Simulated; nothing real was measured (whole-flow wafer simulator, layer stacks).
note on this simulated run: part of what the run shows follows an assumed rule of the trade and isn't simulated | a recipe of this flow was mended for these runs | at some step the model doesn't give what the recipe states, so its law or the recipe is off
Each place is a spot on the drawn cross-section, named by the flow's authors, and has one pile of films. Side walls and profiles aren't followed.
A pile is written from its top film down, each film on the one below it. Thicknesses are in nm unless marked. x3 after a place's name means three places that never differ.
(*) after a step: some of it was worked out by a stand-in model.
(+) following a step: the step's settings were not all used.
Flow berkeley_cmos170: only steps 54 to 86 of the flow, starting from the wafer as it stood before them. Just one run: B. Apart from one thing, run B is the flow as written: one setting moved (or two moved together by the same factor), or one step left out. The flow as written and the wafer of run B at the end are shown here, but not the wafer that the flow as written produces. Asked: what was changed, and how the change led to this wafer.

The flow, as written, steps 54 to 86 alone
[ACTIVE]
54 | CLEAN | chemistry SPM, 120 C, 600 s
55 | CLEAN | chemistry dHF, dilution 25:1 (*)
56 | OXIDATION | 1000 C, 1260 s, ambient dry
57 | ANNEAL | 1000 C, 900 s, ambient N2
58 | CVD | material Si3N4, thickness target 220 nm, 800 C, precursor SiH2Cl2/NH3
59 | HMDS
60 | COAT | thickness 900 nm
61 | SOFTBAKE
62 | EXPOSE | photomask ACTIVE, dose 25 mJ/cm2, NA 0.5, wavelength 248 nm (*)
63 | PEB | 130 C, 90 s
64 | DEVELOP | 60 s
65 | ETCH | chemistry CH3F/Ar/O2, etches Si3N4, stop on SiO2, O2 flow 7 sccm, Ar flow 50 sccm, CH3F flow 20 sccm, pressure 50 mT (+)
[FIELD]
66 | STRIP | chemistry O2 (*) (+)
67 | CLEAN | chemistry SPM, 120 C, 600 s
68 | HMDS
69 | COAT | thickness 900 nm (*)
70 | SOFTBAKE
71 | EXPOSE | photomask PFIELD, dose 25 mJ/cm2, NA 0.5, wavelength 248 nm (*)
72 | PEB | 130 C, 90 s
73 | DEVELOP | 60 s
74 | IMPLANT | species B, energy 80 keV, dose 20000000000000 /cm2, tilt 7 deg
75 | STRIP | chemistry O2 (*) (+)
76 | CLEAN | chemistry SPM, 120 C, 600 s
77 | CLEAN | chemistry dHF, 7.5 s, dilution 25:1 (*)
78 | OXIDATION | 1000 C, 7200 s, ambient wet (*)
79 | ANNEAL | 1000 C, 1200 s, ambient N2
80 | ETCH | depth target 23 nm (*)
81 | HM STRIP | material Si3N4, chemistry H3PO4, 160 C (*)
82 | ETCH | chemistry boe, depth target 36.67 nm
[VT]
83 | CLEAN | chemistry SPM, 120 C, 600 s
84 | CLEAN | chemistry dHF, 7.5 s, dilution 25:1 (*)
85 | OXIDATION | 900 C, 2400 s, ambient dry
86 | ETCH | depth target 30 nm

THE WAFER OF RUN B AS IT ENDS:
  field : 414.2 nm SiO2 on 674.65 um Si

What caused this: step 58, CVD: thickness target 194 nm was run, while the flow as written has thickness target 220 nm; step 78, OXIDATION: 6336 s was run, where the flow has 7200 s.

The path from the change to this, step by step:
  58 | CVD | material Si3N4, thickness target 220 nm, 800 C, precursor SiH2Cl2/NH3
      field, mark, sd_n and 10 more: Si3N4 gains 194 (new film) (it would be, as written: Si3N4 gains 220 (new film))
  65 | ETCH | chemistry CH3F/Ar/O2, etches Si3N4, stop on SiO2, O2 flow 7 sccm, Ar flow 50 sccm, CH3F flow 20 sccm, pressure 50 mT (+)
      mark, sd_n, spacer_n and 9 more: KrF-resist loses 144 (it would be, as written: KrF-resist loses 161.3)
      field: Si3N4 loses 194 (all of it), SiO2 loses 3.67 (it would be, as written: Si3N4 loses 220 (all of it), SiO2 loses 3.67)
  66 | STRIP | chemistry O2 (*) (+)
      mark, sd_n, spacer_n and 9 more: KrF-resist loses 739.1 (all of it) (it would be, as written: KrF-resist loses 721.7 (all of it))
  78 | OXIDATION | 1000 C, 7200 s, ambient wet (*)
      mark, spacer_n, gate_n and 7 more: SiO2 gains 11 (new film), Si3N4 loses 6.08 (it would be, as written: SiO2 gains 12.1 (new film), Si3N4 loses 6.7)
      sd_n, sd_p: SiO2 gains 11 (new film), Si3N4 loses 6.08, SiO2 gains 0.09, Si loses 0.09 (it would be, as written: SiO2 gains 12.1 (new film), Si3N4 loses 6.7, SiO2 gains 0.07, Si loses 0.07)
      (also at 1 further place)
  80 | ETCH | depth target 23 nm (*)
      mark, sd_n, spacer_n and 9 more: SiO2 loses 11 (all of it), Si3N4 loses 0.6 (it would be, as written: SiO2 loses 12.1 (all of it), Si3N4 loses 0.54)
  81 | HM STRIP | material Si3N4, chemistry H3PO4, 160 C (*)
      mark, sd_n, spacer_n and 9 more: Si3N4 loses 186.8 (all of it), SiO2 loses 9.76 (it would be, as written: Si3N4 loses 212.2 (all of it), SiO2 loses 11.1)
      field: SiO2 loses 15.6 (it would be, as written: SiO2 loses 17.7)
  82 | ETCH | chemistry boe, depth target 36.67 nm
      mark, spacer_n, gate_n and 7 more: SiO2 loses 16.8 (all of it) (it would be, as written: SiO2 loses 15.5 (all of it))
      sd_n, sd_p: SiO2 loses 16.9 (all of it) (it would be, as written: SiO2 loses 15.5 (all of it))
